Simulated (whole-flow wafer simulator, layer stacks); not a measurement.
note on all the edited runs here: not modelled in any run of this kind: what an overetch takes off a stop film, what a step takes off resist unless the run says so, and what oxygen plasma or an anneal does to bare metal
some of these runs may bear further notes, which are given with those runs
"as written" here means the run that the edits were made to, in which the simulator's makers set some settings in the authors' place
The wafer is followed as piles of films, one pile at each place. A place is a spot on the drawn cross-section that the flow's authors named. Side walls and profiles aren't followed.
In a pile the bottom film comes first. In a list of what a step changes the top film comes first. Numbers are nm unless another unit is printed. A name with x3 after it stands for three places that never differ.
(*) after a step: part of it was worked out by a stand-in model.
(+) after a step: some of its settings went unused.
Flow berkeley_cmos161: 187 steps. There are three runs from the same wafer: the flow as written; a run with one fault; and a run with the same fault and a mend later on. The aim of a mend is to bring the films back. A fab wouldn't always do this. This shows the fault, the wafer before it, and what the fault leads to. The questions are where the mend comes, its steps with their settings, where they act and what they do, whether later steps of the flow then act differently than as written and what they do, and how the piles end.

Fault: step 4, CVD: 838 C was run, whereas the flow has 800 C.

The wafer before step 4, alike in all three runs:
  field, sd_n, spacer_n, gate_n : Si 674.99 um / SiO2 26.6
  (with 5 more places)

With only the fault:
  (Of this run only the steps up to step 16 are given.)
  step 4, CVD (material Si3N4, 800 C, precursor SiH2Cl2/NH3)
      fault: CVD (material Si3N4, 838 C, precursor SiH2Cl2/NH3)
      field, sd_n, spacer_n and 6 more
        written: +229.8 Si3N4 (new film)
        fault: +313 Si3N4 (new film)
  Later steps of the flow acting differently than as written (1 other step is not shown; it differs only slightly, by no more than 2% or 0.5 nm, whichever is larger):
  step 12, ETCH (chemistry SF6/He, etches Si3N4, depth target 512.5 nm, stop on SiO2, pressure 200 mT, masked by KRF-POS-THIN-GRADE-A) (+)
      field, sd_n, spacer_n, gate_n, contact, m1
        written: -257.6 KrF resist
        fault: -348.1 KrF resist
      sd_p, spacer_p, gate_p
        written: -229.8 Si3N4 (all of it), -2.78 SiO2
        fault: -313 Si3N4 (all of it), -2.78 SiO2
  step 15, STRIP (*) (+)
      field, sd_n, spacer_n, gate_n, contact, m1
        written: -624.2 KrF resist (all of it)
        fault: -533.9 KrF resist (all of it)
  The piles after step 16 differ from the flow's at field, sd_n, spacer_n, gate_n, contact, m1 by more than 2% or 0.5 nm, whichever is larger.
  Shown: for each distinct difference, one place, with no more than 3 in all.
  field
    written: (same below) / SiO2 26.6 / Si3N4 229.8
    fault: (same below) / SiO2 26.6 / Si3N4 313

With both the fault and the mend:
  The mend stands after step 4.
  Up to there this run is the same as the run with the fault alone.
  step 4a, ETCH (chemistry h3po4, depth target 360 nm)
      field, sd_n, spacer_n and 6 more
        -313 Si3N4 (all of it)
  step 4b, CLEAN (chemistry SC1/SC2) (the flow's step 1, run once more)
      leaves every film unchanged at each place that is followed
  step 4c, CVD (material Si3N4, 800 C, precursor SiH2Cl2/NH3) (the flow's step 4, run once more)
      field, sd_n, spacer_n and 6 more
        +229.8 Si3N4 (new film)
  Later steps of the flow that are run all act as written at every place that is followed.
  At every place that both follow, the piles at the end match the flow's.
